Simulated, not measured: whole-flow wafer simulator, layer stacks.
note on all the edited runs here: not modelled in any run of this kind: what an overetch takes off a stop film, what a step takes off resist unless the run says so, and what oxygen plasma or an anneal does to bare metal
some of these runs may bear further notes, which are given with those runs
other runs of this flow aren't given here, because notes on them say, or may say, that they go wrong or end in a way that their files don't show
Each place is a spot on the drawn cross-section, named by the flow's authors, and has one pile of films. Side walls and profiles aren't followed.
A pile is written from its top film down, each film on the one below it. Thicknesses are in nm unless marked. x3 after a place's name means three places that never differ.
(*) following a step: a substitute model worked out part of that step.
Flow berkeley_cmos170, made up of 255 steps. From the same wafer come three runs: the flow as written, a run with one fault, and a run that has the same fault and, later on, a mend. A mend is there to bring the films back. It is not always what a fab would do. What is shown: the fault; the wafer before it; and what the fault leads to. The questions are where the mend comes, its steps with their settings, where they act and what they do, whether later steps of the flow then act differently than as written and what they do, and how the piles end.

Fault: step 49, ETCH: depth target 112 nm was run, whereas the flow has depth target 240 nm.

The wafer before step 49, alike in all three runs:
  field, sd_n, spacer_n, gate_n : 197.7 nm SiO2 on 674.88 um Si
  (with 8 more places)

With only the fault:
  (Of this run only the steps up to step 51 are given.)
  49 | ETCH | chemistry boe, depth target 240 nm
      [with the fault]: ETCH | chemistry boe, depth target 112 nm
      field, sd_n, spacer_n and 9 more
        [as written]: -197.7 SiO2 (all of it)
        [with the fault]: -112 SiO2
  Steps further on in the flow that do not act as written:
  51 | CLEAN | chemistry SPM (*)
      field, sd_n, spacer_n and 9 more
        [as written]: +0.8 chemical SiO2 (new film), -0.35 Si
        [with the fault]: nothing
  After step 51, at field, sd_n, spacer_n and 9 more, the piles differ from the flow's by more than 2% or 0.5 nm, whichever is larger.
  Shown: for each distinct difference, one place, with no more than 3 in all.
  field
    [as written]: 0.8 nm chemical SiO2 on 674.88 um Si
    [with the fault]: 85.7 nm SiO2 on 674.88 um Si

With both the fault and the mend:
  The mend follows step 50.
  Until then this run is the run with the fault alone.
  50a | ETCH | chemistry boe, depth target 128 nm (the flow's step 49 again, with other settings)
      field, sd_n, spacer_n and 9 more
        -85.7 SiO2 (all of it)
  Every later step of the flow that is run acts as written at every place that is followed.
  The piles end the same as the flow's at every place that both follow.
